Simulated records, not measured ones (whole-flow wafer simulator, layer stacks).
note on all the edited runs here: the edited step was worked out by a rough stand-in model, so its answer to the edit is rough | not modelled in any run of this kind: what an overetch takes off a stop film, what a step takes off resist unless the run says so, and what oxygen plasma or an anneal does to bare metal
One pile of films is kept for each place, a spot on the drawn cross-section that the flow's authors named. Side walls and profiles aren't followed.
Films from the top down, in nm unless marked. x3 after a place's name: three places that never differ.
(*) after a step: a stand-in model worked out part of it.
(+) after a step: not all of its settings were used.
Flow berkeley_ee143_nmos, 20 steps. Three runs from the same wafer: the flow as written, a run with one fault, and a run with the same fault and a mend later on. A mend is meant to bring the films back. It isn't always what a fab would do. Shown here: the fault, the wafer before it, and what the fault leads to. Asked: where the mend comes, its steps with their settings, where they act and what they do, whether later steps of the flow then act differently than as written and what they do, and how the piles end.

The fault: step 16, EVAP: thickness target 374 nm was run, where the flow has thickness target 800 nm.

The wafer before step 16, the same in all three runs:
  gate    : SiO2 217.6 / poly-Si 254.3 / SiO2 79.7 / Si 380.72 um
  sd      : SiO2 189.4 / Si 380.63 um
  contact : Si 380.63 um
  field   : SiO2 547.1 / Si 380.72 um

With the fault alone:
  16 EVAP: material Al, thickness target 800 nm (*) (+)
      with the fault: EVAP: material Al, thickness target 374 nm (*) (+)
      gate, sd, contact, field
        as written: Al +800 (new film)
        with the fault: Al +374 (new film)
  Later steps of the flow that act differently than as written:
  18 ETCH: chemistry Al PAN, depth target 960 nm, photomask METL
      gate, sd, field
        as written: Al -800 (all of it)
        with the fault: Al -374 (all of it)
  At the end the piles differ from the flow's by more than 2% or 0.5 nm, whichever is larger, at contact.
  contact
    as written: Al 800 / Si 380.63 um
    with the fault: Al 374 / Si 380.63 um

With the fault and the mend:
  The mend comes after step 16.
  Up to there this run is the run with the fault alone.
  16a EVAP: material Al, thickness target 426 nm (*) (+) (the flow's step 16 once more, with other settings)
      gate, sd, contact, field
        Al +426
  No later step of the flow acts differently than as written at any place that is followed.
  At the end the piles are the same as the flow's at every place that both follow.
